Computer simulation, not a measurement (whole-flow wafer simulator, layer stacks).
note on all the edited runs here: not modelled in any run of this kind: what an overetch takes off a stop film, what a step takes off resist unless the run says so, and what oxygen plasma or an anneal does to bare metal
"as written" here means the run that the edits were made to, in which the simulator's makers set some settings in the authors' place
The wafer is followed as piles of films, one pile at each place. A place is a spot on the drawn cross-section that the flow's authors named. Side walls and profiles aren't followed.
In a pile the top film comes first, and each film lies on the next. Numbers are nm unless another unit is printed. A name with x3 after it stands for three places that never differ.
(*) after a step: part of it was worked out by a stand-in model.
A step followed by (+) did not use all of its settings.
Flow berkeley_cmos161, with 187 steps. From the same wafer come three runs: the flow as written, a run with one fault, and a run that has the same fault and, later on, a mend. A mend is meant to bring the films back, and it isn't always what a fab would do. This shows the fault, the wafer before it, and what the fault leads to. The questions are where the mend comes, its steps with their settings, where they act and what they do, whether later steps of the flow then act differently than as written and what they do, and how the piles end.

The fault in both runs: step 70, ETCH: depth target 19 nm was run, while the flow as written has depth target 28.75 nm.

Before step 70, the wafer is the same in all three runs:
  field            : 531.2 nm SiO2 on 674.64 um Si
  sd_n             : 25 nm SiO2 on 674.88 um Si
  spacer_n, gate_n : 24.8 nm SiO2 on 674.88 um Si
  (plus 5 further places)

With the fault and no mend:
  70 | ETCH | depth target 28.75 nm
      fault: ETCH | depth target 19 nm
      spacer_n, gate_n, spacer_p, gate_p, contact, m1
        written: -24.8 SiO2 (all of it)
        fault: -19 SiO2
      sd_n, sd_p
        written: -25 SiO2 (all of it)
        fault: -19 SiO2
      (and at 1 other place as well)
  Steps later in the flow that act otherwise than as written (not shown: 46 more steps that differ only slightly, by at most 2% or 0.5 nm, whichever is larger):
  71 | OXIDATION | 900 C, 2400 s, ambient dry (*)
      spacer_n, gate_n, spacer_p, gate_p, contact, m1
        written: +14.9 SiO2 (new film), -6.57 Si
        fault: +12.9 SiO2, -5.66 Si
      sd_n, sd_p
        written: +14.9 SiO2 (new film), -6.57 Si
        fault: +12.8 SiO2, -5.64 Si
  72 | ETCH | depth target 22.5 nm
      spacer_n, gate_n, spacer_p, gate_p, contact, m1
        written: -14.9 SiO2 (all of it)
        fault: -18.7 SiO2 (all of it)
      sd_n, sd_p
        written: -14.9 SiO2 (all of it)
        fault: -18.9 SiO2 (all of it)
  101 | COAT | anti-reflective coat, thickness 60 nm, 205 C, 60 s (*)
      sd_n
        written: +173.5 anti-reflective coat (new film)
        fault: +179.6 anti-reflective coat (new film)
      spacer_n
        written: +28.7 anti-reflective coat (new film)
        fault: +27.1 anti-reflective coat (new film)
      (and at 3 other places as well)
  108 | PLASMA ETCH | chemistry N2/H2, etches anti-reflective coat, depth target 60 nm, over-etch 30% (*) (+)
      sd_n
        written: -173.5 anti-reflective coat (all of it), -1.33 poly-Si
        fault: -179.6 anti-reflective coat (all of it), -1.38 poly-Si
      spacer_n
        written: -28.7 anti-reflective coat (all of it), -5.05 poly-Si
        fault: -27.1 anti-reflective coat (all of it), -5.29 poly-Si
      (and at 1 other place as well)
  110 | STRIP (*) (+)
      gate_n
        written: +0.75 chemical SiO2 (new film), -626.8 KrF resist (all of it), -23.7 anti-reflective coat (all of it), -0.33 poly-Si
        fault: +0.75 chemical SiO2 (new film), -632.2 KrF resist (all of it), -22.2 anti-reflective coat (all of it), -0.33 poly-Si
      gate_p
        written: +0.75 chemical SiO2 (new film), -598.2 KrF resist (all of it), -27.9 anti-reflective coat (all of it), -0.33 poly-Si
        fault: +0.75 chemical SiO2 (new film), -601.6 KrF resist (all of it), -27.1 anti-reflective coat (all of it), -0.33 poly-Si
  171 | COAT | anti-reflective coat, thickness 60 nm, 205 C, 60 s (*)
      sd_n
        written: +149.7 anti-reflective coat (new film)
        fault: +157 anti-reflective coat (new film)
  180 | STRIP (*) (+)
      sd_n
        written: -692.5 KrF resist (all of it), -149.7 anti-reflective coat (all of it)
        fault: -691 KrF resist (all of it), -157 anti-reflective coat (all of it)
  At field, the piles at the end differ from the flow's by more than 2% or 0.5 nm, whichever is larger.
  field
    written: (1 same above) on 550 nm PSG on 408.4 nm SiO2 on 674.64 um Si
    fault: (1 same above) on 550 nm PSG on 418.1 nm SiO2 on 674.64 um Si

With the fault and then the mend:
  The mend stands after step 70.
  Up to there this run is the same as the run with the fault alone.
  70a | ETCH | depth target 9.746 nm (the flow's step 70, run once more with other settings)
      spacer_n, gate_n, spacer_p, gate_p, contact, m1
        -5.8 SiO2 (all of it)
      sd_n, sd_p
        -6.04 SiO2 (all of it)
      field
        -9.75 SiO2
  None of the later steps of the flow differs from how it acts as written, at any place that is followed, by more than 2% or 0.5 nm, whichever is larger.
  The piles end the same as the flow's at every place that both follow.
